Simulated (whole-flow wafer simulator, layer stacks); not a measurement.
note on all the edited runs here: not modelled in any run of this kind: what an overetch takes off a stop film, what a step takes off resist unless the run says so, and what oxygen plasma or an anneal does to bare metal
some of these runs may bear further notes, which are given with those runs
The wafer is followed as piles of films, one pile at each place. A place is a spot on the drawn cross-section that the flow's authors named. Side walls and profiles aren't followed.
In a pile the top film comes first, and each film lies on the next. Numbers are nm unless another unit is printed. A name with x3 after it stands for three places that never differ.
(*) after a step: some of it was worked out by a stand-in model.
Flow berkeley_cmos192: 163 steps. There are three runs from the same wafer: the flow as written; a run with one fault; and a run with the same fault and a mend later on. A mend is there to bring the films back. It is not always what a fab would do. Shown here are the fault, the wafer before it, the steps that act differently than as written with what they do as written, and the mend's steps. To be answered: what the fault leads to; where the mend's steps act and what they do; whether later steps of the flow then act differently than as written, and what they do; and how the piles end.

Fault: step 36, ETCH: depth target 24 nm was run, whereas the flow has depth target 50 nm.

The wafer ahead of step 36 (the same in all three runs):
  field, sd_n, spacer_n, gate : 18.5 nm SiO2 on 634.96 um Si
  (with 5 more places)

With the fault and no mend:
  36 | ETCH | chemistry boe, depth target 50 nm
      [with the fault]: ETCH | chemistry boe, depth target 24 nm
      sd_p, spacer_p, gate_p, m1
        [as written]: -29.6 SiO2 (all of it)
        [with the fault]: -24 SiO2
  Steps later in the flow that act otherwise than as written (41 other steps are not shown; they differ only slightly, by no more than 2% or 0.5 nm, whichever is larger):
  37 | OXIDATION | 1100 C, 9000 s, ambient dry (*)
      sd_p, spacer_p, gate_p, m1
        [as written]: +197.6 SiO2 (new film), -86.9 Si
        [with the fault]: +193 SiO2, -84.9 Si
  When the end is reached, the piles differ only a little from the flow's at the places that both follow, at most by 2% or 0.5 nm, whichever is larger.

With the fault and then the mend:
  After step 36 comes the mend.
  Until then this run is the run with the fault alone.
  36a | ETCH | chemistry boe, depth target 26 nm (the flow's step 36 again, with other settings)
      sd_p, spacer_p, gate_p, m1
        -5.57 SiO2 (all of it)
  Every later step of the flow that is run acts as written at every place that is followed.
  By the end, the piles equal the flow's at every place that both follow.
